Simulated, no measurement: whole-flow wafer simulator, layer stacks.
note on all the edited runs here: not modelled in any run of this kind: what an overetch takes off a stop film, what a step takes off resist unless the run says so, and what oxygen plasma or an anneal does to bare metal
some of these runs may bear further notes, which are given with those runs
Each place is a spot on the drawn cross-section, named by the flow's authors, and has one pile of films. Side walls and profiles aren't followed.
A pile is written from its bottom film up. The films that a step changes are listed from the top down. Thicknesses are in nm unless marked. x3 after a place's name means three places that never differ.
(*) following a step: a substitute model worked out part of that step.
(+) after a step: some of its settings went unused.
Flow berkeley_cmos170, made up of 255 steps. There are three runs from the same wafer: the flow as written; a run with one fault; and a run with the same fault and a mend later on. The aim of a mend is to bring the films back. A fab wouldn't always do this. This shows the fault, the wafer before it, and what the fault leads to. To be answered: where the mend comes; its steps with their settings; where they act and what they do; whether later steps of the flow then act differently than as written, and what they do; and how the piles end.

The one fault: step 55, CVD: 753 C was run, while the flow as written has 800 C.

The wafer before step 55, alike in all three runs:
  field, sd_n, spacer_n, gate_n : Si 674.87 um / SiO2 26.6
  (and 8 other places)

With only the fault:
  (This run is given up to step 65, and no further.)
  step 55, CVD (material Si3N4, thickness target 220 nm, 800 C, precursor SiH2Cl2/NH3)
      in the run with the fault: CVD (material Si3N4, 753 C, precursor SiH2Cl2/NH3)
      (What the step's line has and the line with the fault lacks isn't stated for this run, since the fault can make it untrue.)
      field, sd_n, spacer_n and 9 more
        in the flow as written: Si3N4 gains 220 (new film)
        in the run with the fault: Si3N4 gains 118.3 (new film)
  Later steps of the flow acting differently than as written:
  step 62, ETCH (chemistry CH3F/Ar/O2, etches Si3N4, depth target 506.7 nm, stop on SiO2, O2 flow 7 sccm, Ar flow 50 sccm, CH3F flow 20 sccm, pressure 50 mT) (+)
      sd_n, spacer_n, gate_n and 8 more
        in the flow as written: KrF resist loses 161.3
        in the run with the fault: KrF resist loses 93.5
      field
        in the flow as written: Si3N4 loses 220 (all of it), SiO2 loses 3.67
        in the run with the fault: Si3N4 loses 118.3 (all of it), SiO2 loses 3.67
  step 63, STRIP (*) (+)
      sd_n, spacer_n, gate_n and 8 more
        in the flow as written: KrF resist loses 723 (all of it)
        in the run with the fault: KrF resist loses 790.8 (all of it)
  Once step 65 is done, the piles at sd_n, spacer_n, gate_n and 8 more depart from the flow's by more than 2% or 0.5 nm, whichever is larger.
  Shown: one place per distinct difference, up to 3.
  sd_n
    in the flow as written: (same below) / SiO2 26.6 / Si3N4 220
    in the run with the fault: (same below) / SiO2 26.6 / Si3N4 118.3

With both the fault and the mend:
  After step 55 comes the mend.
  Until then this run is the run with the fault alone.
  step 55a, CVD (material Si3N4, thickness target 102 nm, 800 C, precursor SiH2Cl2/NH3) (the flow's step 55, run once more with other settings)
      field, sd_n, spacer_n and 9 more
        Si3N4 gains 102
  Every later step of the flow that is run acts as written, at every place that is followed, to within 2% or 0.5 nm, whichever is larger.
  At the end the piles are close to the flow's at the places that both follow, differing by at most 2% or 0.5 nm, whichever is larger.
